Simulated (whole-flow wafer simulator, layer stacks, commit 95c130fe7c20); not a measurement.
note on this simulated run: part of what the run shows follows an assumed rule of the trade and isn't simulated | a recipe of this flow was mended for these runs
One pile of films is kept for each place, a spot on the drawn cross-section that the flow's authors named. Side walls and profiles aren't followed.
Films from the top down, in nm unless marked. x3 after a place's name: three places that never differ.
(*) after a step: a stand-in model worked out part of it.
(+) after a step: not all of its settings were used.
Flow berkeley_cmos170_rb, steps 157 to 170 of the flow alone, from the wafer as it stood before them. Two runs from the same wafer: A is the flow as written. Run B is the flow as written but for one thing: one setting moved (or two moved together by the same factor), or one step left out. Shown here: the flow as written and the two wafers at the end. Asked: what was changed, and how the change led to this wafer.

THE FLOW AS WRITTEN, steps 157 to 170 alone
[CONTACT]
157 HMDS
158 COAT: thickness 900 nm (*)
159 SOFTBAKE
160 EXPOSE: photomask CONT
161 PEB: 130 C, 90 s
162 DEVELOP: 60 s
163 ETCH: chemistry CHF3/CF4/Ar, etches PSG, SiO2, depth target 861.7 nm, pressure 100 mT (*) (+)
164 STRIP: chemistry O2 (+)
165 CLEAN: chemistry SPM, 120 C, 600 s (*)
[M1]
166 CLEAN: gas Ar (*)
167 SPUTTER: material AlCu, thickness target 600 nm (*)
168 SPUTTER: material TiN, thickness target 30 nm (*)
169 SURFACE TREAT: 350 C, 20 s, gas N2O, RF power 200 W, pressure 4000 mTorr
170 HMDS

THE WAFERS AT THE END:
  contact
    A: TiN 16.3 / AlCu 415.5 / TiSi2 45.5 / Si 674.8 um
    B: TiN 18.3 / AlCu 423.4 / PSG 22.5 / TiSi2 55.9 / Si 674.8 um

The cause: step 163, ETCH: depth target 672.1 nm was run, where the flow has depth target 861.7 nm.

How the change led to this, step by step:
  163 ETCH: chemistry CHF3/CF4/Ar, etches PSG, SiO2, depth target 861.7 nm, pressure 100 mT (*) (+)
      contact: A PSG -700 (all of it), TiSi2 -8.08 | B PSG -672.1
      field, sd_n, spacer_n, gate, sd_p, spacer_p, gate_p, m1: A KrF-resist -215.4 | B KrF-resist -168
  164 STRIP: chemistry O2 (+)
      field: A KrF-resist -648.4 (all of it) | B KrF-resist -695.8 (all of it)
      sd_n: A KrF-resist -772.5 (all of it) | B KrF-resist -819.9 (all of it)
      (and at 6 more places)
  166 CLEAN: gas Ar (*)
      contact: A TiSi2 -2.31 | B PSG -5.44
  168 SPUTTER: material TiN, thickness target 30 nm (*)
      contact: A TiN +16.3 (new film) | B TiN +18.3 (new film)
